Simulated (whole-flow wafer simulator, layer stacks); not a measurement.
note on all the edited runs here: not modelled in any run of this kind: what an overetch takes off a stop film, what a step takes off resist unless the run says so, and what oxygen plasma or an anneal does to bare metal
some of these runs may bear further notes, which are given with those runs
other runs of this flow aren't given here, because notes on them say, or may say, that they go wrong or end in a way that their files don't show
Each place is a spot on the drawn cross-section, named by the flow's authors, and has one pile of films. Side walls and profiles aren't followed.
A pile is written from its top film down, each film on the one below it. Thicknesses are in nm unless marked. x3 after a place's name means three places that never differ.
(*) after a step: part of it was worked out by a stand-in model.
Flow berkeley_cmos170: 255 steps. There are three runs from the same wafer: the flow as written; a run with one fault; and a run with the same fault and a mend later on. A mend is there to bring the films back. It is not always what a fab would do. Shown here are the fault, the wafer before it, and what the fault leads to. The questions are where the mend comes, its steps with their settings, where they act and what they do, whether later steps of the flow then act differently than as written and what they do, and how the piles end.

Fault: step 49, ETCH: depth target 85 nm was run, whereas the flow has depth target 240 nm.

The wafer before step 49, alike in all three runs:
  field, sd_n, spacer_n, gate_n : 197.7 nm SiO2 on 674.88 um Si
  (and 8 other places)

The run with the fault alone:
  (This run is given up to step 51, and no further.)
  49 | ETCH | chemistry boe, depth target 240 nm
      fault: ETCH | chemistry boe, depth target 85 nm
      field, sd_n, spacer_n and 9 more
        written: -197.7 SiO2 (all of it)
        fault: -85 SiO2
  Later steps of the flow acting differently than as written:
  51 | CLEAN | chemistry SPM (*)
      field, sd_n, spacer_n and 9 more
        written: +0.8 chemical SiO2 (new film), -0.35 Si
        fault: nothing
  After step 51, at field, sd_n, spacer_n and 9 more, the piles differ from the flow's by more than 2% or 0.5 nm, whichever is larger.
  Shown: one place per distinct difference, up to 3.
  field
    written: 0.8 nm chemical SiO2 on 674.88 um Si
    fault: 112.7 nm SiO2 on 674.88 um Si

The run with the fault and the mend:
  The mend follows step 50.
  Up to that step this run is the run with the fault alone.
  50a | ETCH | chemistry boe, depth target 155 nm (the flow's step 49 again, with other settings)
      field, sd_n, spacer_n and 9 more
        -112.7 SiO2 (all of it)
  None of the later steps of the flow acts differently than as written at any place that is followed.
  At every place that both follow, the piles at the end match the flow's.
